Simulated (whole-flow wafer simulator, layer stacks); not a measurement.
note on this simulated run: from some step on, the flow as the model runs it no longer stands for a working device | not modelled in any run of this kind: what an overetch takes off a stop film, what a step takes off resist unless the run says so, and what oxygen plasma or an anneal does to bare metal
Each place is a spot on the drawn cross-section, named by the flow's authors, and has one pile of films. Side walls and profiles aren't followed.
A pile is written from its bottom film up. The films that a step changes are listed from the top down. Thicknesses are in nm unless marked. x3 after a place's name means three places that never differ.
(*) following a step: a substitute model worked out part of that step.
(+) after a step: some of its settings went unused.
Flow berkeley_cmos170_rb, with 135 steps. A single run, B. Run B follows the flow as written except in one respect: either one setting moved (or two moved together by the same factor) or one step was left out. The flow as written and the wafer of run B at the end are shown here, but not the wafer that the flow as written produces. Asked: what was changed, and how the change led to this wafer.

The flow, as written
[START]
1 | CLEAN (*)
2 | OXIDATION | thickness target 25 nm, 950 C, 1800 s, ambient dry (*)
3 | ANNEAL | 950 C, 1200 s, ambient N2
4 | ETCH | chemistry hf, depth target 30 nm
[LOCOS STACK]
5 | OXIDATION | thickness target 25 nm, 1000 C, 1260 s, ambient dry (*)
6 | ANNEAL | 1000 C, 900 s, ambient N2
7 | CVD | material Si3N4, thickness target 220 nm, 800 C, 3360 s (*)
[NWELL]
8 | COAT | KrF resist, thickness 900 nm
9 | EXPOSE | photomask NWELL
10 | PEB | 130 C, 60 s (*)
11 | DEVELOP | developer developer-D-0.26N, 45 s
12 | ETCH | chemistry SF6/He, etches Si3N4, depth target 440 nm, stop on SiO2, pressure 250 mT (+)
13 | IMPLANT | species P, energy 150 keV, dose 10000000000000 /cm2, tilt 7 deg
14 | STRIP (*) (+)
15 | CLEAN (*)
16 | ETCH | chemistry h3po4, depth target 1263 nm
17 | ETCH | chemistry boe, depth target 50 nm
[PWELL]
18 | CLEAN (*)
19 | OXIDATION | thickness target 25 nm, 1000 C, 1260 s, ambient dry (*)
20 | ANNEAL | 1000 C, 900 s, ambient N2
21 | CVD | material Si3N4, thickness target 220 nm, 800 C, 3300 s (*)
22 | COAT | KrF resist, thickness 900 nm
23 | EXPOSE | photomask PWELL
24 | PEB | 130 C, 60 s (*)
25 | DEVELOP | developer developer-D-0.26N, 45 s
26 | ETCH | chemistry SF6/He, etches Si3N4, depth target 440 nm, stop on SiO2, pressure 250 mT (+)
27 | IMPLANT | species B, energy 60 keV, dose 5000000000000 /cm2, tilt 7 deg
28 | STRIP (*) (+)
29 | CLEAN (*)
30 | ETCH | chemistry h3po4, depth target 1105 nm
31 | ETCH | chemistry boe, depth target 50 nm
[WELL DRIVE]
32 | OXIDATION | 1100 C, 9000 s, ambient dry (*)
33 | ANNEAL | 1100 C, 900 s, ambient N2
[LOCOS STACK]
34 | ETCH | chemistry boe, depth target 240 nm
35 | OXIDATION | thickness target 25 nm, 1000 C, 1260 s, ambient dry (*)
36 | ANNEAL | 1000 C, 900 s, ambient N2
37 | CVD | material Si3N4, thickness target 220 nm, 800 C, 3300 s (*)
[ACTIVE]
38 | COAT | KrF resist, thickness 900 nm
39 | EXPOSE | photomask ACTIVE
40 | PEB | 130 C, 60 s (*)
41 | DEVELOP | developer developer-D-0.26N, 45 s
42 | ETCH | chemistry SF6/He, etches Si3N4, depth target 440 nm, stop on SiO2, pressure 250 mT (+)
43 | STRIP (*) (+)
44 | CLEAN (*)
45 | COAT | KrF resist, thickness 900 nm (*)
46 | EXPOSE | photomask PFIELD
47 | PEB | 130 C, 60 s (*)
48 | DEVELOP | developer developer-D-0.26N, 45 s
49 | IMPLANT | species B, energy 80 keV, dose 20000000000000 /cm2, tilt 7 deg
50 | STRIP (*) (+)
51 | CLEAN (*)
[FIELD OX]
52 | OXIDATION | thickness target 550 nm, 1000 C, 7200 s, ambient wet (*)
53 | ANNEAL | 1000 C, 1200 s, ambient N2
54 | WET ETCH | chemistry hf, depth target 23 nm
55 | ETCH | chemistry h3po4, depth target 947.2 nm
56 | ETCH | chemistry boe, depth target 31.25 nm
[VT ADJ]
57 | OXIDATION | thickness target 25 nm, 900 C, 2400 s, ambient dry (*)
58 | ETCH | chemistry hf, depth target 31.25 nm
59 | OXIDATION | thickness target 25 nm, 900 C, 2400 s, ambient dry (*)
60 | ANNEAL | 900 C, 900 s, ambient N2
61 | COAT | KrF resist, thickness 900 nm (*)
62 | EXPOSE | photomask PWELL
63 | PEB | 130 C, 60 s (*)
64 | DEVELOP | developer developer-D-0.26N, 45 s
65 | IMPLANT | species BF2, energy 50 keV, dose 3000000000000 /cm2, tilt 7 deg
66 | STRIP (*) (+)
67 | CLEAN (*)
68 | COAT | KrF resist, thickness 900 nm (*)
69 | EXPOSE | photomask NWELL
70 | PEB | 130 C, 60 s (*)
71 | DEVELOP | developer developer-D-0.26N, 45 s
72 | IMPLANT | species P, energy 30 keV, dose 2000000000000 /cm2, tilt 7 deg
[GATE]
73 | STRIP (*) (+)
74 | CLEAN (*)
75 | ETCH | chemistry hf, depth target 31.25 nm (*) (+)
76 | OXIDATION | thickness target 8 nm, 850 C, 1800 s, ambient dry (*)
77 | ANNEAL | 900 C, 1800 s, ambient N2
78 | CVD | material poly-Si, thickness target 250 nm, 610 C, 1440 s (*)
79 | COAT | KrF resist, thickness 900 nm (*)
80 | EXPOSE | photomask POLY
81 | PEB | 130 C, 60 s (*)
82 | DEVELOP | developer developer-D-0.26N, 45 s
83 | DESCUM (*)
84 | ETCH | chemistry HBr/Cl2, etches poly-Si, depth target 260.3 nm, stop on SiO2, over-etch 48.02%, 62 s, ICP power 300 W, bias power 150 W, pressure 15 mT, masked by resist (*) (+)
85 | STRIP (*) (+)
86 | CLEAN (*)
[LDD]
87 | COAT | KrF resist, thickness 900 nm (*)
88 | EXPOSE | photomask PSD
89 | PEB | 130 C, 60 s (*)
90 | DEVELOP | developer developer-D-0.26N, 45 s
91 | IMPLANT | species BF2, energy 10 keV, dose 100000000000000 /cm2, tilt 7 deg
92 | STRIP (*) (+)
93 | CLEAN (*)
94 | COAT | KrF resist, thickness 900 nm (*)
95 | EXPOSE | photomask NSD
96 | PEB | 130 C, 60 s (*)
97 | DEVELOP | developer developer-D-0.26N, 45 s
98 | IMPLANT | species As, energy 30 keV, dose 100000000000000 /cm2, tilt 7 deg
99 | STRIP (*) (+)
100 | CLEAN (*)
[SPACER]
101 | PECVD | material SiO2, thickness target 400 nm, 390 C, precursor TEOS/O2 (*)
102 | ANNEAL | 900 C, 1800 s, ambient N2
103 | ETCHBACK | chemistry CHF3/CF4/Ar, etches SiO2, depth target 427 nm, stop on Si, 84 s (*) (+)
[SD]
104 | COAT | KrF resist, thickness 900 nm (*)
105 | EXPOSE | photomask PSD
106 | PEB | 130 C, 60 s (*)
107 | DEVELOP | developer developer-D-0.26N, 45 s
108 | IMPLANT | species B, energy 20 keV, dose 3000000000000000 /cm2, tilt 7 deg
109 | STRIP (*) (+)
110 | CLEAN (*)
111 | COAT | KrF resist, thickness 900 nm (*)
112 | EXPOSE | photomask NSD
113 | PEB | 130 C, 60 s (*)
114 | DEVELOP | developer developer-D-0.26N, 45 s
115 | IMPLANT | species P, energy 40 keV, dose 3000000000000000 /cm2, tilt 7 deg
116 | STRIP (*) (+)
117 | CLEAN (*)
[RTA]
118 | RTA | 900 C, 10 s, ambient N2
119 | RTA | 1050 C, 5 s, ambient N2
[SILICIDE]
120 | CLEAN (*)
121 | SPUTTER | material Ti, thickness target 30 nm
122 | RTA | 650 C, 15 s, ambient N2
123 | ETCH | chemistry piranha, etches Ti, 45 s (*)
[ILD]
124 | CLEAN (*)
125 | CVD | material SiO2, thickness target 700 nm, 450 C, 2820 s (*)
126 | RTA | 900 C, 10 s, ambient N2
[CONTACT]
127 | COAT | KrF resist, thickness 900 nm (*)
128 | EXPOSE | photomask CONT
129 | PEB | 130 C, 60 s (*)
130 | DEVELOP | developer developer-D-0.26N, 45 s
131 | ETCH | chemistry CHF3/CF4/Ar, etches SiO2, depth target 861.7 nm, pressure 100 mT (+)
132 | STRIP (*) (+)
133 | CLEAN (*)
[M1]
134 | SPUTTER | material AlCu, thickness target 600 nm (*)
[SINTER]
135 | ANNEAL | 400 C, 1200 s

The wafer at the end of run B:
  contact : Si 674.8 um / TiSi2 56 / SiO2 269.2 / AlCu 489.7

The reason: step 131, ETCH: depth target 430.8 nm was run, while the flow as written has depth target 861.7 nm.

Step by step, how the change led to this:
  131 | ETCH | chemistry CHF3/CF4/Ar, etches SiO2, depth target 861.7 nm, pressure 100 mT (+)
      contact: -430.8 SiO2 (in the flow as written it would be: -700 SiO2 (all of it), -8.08 TiSi2)
      field, sd_n, spacer_n, gate, sd_p, spacer_p, gate_p, m1: -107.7 KrF resist (in the flow as written it would be: -215.4 KrF resist)
  132 | STRIP (*) (+)
      field: -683 KrF resist (all of it) (in the flow as written it would be: -575.3 KrF resist (all of it))
      sd_n: -888.1 KrF resist (all of it) (in the flow as written it would be: -780.4 KrF resist (all of it))
      (also at 6 further places)
  134 | SPUTTER | material AlCu, thickness target 600 nm (*)
      contact: +489.7 AlCu (new film) (in the flow as written it would be: +415.1 AlCu (new film))
